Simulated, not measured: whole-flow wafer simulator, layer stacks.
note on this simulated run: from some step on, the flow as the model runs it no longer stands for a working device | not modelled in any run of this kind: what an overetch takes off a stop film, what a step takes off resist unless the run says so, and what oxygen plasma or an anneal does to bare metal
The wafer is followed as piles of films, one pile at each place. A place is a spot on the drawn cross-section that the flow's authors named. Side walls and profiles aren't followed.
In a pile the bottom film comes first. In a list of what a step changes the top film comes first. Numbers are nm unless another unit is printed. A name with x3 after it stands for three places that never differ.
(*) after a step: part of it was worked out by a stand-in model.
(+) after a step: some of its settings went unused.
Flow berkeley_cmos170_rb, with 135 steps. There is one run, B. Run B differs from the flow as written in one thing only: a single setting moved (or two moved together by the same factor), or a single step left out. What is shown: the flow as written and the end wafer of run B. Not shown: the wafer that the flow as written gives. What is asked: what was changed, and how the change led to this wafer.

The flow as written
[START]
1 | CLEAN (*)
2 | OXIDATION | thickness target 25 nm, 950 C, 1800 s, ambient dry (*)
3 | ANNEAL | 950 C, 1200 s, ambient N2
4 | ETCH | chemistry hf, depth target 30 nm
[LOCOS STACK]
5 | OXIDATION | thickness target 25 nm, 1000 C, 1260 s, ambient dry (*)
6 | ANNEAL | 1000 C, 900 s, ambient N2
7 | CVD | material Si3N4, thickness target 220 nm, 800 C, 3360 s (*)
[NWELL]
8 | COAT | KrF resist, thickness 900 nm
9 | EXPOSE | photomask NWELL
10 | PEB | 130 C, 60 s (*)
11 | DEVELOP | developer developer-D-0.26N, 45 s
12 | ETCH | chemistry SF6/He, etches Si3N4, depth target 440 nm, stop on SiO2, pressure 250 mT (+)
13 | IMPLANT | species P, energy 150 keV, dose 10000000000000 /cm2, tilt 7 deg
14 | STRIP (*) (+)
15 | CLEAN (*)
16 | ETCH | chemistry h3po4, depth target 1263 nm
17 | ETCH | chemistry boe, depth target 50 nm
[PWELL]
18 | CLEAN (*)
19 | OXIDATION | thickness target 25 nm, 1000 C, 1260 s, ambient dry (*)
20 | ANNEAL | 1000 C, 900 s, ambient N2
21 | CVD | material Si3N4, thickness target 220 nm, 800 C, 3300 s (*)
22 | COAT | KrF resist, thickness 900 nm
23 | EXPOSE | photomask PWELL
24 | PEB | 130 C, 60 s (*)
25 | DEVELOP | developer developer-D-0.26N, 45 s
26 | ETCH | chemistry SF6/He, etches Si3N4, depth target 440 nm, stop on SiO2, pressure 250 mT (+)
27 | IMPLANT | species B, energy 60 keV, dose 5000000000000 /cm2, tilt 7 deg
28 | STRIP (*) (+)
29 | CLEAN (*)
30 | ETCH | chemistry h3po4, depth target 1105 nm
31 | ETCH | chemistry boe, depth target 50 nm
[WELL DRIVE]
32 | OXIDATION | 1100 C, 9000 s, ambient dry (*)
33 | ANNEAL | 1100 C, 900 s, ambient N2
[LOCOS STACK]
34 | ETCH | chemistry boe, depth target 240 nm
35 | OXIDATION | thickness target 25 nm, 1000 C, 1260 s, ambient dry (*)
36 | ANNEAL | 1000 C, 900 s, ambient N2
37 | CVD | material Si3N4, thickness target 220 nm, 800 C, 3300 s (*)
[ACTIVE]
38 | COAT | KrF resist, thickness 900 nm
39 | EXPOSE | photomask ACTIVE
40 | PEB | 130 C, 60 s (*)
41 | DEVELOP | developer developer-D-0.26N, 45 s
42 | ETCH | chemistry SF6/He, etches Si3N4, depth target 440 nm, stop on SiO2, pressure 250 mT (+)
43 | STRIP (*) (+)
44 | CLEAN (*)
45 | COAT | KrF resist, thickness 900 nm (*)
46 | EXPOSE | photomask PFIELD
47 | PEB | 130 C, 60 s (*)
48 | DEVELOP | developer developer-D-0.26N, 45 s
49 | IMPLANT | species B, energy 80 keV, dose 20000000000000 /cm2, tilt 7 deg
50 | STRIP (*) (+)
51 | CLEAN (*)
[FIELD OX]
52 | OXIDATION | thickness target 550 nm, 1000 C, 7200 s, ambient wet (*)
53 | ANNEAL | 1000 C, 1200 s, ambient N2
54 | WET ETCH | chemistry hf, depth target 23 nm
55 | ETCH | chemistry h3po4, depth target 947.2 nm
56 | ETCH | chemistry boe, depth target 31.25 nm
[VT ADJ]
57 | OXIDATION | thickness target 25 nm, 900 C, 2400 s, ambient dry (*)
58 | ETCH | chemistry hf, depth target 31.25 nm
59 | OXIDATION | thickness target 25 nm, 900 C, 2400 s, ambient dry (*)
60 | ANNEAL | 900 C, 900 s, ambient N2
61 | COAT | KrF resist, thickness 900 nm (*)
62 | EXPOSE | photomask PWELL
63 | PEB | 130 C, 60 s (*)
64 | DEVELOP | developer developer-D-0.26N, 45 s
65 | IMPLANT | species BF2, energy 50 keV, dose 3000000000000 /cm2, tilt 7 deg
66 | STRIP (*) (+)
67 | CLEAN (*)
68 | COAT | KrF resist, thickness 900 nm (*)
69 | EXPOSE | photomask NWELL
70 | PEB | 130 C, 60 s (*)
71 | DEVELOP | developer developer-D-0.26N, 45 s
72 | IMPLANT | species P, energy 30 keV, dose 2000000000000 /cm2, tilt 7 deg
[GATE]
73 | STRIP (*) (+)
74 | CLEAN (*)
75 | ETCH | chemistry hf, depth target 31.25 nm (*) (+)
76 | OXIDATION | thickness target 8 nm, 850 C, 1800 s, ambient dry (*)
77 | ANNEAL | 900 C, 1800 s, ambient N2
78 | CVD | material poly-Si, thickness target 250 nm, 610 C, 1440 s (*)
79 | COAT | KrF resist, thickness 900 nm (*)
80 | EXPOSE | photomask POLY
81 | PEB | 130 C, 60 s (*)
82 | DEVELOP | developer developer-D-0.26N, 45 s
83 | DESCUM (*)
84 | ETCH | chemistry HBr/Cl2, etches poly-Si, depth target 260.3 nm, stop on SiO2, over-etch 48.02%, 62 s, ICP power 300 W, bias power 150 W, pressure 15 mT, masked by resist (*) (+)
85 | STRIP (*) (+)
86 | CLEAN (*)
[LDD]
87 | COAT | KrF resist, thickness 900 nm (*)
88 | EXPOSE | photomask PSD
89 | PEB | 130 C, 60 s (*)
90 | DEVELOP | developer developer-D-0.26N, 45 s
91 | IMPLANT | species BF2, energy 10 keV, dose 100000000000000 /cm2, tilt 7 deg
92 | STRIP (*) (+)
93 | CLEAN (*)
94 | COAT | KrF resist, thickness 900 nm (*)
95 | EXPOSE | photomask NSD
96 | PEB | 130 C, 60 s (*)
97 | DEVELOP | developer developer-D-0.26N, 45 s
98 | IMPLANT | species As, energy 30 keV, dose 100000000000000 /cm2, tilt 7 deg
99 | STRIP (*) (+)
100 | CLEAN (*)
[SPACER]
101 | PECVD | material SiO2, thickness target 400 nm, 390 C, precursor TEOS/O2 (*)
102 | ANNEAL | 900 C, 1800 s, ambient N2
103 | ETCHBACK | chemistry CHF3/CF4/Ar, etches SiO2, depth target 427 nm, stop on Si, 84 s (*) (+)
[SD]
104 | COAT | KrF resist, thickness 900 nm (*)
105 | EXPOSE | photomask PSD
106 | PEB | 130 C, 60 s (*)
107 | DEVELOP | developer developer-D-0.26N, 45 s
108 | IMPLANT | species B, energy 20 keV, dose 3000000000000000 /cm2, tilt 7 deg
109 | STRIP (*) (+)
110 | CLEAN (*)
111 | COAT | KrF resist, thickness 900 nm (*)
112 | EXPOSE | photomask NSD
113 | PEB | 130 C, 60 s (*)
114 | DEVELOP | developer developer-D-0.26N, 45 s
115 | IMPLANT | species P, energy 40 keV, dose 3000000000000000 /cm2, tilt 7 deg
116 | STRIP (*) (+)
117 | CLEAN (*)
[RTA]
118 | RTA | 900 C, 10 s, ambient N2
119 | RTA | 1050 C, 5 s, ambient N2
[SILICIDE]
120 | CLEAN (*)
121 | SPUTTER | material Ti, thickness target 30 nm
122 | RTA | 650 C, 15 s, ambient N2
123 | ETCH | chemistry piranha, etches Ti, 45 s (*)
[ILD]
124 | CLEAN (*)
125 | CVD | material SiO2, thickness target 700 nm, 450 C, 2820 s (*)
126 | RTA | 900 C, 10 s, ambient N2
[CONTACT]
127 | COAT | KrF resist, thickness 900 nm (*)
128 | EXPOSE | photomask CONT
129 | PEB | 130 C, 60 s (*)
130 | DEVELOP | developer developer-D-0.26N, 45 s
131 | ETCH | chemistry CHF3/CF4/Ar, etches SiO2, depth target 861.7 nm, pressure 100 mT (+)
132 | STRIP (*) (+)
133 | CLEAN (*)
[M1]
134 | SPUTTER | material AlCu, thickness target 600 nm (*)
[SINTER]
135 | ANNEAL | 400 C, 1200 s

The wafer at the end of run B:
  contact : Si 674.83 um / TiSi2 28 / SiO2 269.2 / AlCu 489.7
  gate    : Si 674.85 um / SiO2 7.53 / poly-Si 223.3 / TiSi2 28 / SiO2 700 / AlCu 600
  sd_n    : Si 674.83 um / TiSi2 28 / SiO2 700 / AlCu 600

The reason: step 121, SPUTTER: thickness target 15 nm was run, though the flow has thickness target 30 nm; step 131, ETCH: depth target 430.8 nm was run, where the flow has depth target 861.7 nm.

Step by step, how the change led to this:
  121 | SPUTTER | material Ti, thickness target 30 nm
      field, sd_n, spacer_n, gate, spacer_p, gate_p, contact, m1: +15 Ti (new film) (as written it would have been: +30 Ti (new film))
      sd_p: +13.6 Ti (new film) (as written it would have been: +27.1 Ti (new film))
  122 | RTA | 650 C, 15 s, ambient N2
      sd_n, contact, m1: -11.7 Ti, +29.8 TiSi2 C49 (new film), -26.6 Si (as written it would have been: -23.4 Ti, +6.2 TiSi first (new film), +50.3 TiSi2 C49 (new film), -49 Si)
      gate, gate_p: -11.7 Ti, +29.8 TiSi2 C49 (new film), -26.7 poly-Si (as written it would have been: -23.4 Ti, +6.2 TiSi first (new film), +50.3 TiSi2 C49 (new film), -49.2 poly-Si)
      (as well as at 1 more place)
  123 | ETCH | chemistry piranha, etches Ti, 45 s (*)
      sd_n, gate, gate_p, contact, m1: -3.3 Ti (all of it) (as written it would have been: -6.6 Ti (all of it))
      field, spacer_n, spacer_p: -15 Ti (all of it) (as written it would have been: -30 Ti (all of it))
      (as well as at 1 more place)
  126 | RTA | 900 C, 10 s, ambient N2
      sd_n, contact, m1: under 1 film: +28 TiSi2 (new film), -29.8 TiSi2 C49 (all of it) (as written it would have been: under 1 film: +56 TiSi2 (new film), -6.2 TiSi first (all of it), -50.3 TiSi2 C49 (all of it), -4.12 Si)
      gate, gate_p: under 1 film: +28 TiSi2 (new film), -29.8 TiSi2 C49 (all of it) (as written it would have been: under 1 film: +56 TiSi2 (new film), -6.2 TiSi first (all of it), -50.3 TiSi2 C49 (all of it), -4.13 poly-Si)
      (as well as at 1 more place)
  131 | ETCH | chemistry CHF3/CF4/Ar, etches SiO2, depth target 861.7 nm, pressure 100 mT (+)
      contact: -430.8 SiO2 (as written it would have been: -700 SiO2 (all of it), -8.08 TiSi2)
      field, sd_n, spacer_n, gate, sd_p, spacer_p, gate_p, m1: -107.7 KrF resist (as written it would have been: -215.4 KrF resist)
  132 | STRIP (*) (+)
      field: -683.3 KrF resist (all of it) (as written it would have been: -575.3 KrF resist (all of it))
      sd_n: -889.4 KrF resist (all of it) (as written it would have been: -780.4 KrF resist (all of it))
      (as well as at 6 more places)
  134 | SPUTTER | material AlCu, thickness target 600 nm (*)
      contact: +489.7 AlCu (new film) (as written it would have been: +415.1 AlCu (new film))
